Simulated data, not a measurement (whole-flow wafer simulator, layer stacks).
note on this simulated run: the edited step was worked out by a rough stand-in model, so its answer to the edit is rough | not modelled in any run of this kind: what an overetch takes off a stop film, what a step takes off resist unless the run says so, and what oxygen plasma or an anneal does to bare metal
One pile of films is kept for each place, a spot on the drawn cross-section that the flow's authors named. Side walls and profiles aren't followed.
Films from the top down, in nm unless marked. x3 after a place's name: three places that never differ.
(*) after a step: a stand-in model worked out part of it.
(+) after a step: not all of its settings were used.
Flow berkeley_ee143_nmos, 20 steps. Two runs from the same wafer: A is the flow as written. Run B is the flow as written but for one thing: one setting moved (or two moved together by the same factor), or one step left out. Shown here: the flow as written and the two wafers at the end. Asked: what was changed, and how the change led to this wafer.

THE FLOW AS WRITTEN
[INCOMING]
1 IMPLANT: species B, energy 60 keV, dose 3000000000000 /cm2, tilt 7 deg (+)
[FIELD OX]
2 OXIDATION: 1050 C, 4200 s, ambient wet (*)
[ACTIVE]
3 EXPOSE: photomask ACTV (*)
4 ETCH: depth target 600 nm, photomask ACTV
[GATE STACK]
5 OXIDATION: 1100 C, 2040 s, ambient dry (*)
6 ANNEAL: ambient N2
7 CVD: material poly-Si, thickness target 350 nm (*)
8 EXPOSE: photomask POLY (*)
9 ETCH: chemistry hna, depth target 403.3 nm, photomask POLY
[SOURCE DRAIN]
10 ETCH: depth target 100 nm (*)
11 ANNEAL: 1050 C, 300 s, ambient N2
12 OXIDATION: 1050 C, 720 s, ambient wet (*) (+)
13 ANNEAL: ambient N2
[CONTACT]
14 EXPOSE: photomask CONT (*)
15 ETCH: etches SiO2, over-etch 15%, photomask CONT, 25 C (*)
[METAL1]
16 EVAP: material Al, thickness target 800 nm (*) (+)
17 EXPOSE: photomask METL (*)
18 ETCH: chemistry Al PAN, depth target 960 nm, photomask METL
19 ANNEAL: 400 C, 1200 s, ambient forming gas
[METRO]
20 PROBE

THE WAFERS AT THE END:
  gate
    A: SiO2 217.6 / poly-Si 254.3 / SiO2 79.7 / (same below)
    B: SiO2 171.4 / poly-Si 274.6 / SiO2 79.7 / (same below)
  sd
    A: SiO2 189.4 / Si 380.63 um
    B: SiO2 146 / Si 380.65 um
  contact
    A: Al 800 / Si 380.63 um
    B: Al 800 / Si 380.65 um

The cause: step 12, OXIDATION: 504 s was run, where the flow has 720 s.

How the change led to this, step by step:
  12 OXIDATION: 1050 C, 720 s, ambient wet (*) (+)
      sd, contact: A SiO2 +189.4 (new film), Si -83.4 | B SiO2 +146 (new film), Si -64.3
      gate: A SiO2 +217.6 (new film), poly-Si -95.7 | B SiO2 +171.4 (new film), poly-Si -75.4
      (and at 1 more place)
  15 ETCH: etches SiO2, over-etch 15%, photomask CONT, 25 C (*)
      contact: A SiO2 -189.4 (all of it) | B SiO2 -146 (all of it)
